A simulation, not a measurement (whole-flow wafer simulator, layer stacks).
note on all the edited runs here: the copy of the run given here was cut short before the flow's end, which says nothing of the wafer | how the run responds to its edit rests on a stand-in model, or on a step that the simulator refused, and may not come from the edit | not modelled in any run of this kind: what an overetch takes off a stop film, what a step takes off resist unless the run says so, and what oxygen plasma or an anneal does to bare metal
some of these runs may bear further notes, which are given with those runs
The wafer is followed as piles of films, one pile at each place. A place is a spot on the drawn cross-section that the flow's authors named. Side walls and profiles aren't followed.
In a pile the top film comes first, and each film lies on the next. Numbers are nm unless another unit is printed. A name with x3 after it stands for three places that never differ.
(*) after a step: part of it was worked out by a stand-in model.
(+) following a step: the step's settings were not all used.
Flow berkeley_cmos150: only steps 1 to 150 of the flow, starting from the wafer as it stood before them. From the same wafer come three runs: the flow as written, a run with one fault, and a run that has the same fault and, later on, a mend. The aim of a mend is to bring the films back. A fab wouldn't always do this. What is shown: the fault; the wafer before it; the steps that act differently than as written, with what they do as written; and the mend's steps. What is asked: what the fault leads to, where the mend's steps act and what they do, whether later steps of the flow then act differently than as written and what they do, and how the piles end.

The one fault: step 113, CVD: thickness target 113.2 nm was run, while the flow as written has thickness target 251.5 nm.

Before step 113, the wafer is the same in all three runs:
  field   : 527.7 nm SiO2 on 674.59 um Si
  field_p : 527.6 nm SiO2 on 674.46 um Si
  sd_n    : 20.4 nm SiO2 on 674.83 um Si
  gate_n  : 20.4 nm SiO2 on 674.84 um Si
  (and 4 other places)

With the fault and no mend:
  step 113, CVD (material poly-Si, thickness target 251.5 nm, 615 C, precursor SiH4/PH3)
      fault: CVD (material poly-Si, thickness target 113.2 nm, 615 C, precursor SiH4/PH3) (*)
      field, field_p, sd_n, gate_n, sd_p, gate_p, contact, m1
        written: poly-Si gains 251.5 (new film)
        fault: poly-Si gains 113.2 (new film)
  Steps later in the flow that act otherwise than as written (4 other steps are not shown; they differ only slightly, by no more than 2% or 0.5 nm, whichever is larger):
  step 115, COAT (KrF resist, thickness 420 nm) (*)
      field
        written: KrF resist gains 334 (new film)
        fault: KrF resist gains 318.8 (new film)
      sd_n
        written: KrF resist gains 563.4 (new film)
        fault: KrF resist gains 541 (new film)
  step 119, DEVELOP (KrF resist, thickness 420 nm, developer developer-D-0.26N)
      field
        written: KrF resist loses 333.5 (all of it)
        fault: KrF resist loses 318.3 (all of it)
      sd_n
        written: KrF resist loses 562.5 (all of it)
        fault: KrF resist loses 540.2 (all of it)
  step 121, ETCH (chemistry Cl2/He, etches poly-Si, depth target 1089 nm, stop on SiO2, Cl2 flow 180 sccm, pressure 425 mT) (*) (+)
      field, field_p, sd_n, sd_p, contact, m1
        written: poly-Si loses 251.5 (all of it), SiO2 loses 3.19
        fault: poly-Si loses 113.2 (all of it), SiO2 loses 3.19
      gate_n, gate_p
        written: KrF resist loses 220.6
        fault: KrF resist loses 121.8
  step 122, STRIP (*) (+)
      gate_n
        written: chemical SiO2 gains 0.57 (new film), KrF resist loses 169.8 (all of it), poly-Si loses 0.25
        fault: chemical SiO2 gains 0.62 (new film), KrF resist loses 263.6 (all of it), poly-Si loses 0.28
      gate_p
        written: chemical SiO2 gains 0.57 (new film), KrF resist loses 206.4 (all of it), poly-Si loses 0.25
        fault: chemical SiO2 gains 0.62 (new film), KrF resist loses 299.5 (all of it), poly-Si loses 0.28
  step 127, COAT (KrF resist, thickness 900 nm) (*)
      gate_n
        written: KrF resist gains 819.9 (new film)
        fault: KrF resist gains 913.3 (new film)
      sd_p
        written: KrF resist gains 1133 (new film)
        fault: KrF resist gains 1107.9 (new film)
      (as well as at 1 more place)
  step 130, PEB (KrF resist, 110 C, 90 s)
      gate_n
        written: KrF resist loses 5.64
        fault: KrF resist loses 6.29
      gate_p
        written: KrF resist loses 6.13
        fault: KrF resist loses 6.79
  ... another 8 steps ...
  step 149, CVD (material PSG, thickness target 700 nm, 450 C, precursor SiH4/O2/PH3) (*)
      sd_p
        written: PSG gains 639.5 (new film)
        fault: PSG gains 670.1 (new film)
  At gate_n, sd_p, gate_p, the piles at the end differ from the flow's by more than 2% or 0.5 nm, whichever is larger.
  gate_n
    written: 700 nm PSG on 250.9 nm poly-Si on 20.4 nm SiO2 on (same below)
    fault: 691.3 nm PSG on 112.7 nm poly-Si on 20.4 nm SiO2 on (same below)
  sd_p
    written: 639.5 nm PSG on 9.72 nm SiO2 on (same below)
    fault: 670.1 nm PSG on 9.72 nm SiO2 on (same below)
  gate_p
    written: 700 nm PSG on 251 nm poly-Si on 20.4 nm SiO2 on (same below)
    fault: 688.4 nm PSG on 112.7 nm poly-Si on 20.4 nm SiO2 on (same below)

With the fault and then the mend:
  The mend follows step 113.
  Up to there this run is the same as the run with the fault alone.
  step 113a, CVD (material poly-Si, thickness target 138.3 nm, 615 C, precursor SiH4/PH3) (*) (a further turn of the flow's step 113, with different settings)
      field, field_p, sd_n, gate_n, sd_p, gate_p, contact, m1
        poly-Si gains 138.3
  Later steps of the flow that are run all act as written at every place that is followed, up to a difference of at most 2% or 0.5 nm, whichever is larger.
  When the end is reached, the piles differ only a little from the flow's at the places that both follow, at most by 2% or 0.5 nm, whichever is larger.
